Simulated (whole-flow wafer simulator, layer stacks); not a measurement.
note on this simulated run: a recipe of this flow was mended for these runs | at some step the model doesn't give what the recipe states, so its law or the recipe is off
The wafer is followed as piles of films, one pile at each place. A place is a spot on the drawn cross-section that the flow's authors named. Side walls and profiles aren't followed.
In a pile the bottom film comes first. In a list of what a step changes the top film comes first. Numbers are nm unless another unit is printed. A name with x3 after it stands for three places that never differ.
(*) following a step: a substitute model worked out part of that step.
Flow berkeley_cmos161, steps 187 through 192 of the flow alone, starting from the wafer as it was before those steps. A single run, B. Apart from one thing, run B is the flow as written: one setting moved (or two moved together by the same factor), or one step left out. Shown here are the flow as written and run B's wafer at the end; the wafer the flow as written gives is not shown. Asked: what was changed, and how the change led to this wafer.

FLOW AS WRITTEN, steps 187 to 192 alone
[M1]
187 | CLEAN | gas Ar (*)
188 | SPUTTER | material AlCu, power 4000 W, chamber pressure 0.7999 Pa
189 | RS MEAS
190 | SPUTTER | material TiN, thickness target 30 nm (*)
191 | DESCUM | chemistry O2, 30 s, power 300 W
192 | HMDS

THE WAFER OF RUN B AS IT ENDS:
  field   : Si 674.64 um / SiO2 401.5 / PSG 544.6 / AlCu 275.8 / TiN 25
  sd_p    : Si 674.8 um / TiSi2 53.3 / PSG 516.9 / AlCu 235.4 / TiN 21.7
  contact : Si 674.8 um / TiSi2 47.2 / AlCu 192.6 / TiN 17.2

The reason: step 190, SPUTTER: thickness target 25 nm was run, though the flow has thickness target 30 nm.
The wafer lets one read it off: field has TiN 25, and step 190 as written asks for 30 nm.

Step by step, how the change led to this:
  190 | SPUTTER | material TiN, thickness target 30 nm (*)
      field, sd_n, spacer_n, gate_n, spacer_p, gate_p, m1: +25 TiN (new film) (it would be, as written: +30 TiN (new film))
      sd_p: +21.7 TiN (new film) (it would be, as written: +26.1 TiN (new film))
      (and at 1 other place as well)
